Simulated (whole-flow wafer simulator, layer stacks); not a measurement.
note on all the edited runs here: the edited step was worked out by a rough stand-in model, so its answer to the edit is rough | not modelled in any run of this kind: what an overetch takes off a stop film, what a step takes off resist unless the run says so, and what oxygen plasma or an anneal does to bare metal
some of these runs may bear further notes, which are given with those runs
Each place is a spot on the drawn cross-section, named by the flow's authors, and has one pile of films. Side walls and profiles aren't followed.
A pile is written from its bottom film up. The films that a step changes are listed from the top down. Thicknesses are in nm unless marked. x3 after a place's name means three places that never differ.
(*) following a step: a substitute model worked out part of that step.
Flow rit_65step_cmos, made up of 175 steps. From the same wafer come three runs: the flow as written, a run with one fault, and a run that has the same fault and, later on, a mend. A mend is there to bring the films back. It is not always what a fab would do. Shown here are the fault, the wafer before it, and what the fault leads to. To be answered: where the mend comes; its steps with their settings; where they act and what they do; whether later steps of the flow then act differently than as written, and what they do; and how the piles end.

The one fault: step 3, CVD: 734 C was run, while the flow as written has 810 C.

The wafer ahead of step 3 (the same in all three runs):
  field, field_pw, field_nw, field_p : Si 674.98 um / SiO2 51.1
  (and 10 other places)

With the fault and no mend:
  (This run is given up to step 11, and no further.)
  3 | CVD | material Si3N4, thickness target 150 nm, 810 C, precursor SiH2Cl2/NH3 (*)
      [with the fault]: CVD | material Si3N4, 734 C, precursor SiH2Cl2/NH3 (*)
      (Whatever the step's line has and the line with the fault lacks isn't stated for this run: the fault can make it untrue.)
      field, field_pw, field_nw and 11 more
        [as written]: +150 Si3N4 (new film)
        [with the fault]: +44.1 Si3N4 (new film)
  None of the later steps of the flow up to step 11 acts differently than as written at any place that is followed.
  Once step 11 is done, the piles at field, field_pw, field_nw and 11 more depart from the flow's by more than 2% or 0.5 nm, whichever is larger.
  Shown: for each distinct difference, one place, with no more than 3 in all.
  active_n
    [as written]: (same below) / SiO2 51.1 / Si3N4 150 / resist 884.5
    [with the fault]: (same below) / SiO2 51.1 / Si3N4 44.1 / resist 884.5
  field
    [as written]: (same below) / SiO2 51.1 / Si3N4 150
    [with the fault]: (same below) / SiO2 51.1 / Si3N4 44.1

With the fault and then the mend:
  The mend follows step 4.
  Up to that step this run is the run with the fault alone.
  4a | CVD | material Si3N4, thickness target 106 nm, 810 C, precursor SiH2Cl2/NH3 (*) (the flow's step 3, run once more with other settings)
      field, field_pw, field_nw and 11 more
        +106 Si3N4
  None of the later steps of the flow differs from how it acts as written, at any place that is followed, by more than 2% or 0.5 nm, whichever is larger.
  At every place that both follow, the piles at the end match the flow's.
